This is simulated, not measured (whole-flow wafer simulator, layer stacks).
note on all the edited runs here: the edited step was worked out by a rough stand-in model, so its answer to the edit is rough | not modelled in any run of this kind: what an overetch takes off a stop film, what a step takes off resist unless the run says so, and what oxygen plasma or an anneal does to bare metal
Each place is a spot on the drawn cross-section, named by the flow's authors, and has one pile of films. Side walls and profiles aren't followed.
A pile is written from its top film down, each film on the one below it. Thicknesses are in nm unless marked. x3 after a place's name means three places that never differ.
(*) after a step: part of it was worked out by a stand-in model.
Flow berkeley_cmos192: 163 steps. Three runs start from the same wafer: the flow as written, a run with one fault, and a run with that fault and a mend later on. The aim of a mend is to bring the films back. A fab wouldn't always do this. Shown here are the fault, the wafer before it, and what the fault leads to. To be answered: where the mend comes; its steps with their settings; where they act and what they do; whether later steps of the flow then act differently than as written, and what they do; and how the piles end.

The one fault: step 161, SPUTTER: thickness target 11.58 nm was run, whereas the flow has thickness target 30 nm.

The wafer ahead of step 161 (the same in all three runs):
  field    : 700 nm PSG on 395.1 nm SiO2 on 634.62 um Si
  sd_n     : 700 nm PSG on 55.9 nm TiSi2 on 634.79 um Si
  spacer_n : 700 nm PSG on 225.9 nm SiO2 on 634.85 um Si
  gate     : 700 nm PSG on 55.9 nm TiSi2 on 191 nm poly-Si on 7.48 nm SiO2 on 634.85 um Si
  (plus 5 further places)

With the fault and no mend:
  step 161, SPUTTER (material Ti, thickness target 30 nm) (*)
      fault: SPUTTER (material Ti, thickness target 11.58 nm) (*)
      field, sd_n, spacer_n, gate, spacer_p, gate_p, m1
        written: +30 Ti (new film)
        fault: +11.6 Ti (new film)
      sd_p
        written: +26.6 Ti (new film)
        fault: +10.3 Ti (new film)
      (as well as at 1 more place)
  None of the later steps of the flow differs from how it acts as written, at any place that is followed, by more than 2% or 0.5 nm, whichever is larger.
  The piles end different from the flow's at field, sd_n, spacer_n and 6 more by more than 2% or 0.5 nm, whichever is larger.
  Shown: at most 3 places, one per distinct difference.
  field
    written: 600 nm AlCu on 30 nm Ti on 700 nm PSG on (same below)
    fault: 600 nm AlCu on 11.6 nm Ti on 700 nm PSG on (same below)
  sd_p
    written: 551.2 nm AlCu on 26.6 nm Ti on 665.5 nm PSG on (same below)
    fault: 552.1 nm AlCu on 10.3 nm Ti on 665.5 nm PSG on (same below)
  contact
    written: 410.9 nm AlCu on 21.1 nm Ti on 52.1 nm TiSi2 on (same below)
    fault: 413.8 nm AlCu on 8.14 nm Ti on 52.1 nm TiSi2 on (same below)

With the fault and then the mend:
  After step 161 comes the mend.
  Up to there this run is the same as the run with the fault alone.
  step 161a, ETCH (chemistry piranha, etches Ti, 120 C, 19.98 s) (a further turn of the flow's step 148, with different settings)
      field, sd_n, spacer_n, gate, spacer_p, gate_p, m1
        -11.6 Ti (all of it)
      sd_p
        -10.3 Ti (all of it)
      contact
        -8.14 Ti (all of it)
  step 161b, SPUTTER (material Ti, thickness target 30 nm) (*) (a further turn of the flow's step 161)
      field, sd_n, spacer_n, gate, spacer_p, gate_p, m1
        +30 Ti (new film)
      sd_p
        +26.6 Ti (new film)
      contact
        +21.1 Ti (new film)
  None of the later steps of the flow acts differently than as written at any place that is followed.
  By the end, the piles equal the flow's at every place that both follow.
